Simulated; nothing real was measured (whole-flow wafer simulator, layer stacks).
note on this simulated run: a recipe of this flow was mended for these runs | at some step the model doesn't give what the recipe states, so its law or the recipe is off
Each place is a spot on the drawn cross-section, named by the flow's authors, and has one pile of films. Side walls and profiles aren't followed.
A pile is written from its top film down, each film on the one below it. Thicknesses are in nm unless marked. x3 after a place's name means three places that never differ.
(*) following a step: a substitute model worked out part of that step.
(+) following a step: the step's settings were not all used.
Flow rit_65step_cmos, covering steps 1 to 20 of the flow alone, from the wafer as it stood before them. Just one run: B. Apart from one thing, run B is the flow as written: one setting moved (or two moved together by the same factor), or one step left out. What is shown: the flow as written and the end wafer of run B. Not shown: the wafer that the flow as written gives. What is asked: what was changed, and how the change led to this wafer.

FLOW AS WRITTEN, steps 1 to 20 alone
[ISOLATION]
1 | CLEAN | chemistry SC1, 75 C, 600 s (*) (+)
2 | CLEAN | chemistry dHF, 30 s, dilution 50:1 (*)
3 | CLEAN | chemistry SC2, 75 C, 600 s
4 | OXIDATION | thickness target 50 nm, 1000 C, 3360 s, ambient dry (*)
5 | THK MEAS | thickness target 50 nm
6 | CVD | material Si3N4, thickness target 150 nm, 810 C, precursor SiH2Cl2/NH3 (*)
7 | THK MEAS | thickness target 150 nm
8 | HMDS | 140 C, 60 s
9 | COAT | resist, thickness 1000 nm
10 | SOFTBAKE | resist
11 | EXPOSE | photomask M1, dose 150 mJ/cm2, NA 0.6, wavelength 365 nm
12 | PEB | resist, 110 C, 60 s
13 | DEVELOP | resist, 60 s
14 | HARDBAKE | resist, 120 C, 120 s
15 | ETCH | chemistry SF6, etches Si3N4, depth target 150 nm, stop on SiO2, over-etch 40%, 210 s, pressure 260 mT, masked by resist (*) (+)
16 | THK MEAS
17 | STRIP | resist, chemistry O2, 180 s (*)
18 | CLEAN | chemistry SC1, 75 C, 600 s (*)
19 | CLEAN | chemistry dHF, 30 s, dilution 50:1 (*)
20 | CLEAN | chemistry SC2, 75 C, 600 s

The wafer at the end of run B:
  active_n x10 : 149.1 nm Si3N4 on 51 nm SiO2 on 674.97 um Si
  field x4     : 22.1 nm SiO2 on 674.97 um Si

The reason: step 18, CLEAN: 82 C was run, while the flow as written has 75 C.

The path from the change to this, step by step:
  18 | CLEAN | chemistry SC1, 75 C, 600 s (*)
      field x4: SiO2 loses 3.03 (it would be, as written: SiO2 loses 2.05)
